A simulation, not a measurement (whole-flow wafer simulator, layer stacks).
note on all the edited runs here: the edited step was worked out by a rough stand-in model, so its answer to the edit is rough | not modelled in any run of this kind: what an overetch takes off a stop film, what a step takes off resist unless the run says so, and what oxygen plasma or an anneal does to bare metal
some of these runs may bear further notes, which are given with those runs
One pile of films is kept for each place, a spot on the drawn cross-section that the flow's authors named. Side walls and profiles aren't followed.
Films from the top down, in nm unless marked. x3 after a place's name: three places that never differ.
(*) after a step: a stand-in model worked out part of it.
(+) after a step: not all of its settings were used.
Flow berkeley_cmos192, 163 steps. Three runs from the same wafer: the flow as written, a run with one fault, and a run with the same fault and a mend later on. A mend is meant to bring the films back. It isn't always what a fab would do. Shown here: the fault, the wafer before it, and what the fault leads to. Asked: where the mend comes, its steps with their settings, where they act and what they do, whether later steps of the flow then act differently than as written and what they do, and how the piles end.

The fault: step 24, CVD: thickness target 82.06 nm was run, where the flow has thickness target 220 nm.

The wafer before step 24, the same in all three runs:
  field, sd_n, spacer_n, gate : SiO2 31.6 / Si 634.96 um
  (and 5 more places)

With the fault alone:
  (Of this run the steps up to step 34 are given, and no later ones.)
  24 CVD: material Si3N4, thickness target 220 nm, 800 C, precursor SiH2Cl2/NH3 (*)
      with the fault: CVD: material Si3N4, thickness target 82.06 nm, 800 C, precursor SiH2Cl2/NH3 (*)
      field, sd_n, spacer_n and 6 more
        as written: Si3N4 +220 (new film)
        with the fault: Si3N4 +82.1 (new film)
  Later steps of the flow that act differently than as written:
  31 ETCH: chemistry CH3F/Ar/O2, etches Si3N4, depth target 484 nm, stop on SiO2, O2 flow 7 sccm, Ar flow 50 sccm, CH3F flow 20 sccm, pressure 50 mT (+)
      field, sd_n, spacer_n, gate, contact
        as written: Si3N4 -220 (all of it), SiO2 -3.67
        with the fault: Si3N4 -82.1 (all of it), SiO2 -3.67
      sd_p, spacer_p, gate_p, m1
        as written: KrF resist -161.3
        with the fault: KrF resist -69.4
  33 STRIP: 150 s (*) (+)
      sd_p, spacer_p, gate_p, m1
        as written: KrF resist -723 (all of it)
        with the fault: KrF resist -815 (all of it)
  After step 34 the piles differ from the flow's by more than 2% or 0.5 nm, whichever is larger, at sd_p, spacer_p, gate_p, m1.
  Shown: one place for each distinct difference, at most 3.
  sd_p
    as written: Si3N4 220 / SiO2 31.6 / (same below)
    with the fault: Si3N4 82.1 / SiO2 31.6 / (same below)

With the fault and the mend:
  The mend comes after step 24.
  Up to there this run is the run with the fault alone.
  24a ETCH: chemistry h3po4, depth target 94.37 nm
      field, sd_n, spacer_n and 6 more
        Si3N4 -82.1 (all of it)
  24b CLEAN: chemistry SPM (the flow's step 17 once more)
      changes no film at any place that is followed
  24c CVD: material Si3N4, thickness target 220 nm, 800 C, precursor SiH2Cl2/NH3 (*) (the flow's step 24 once more)
      field, sd_n, spacer_n and 6 more
        Si3N4 +220 (new film)
  No later step of the flow acts differently than as written at any place that is followed.
  At the end the piles are the same as the flow's at every place that both follow.
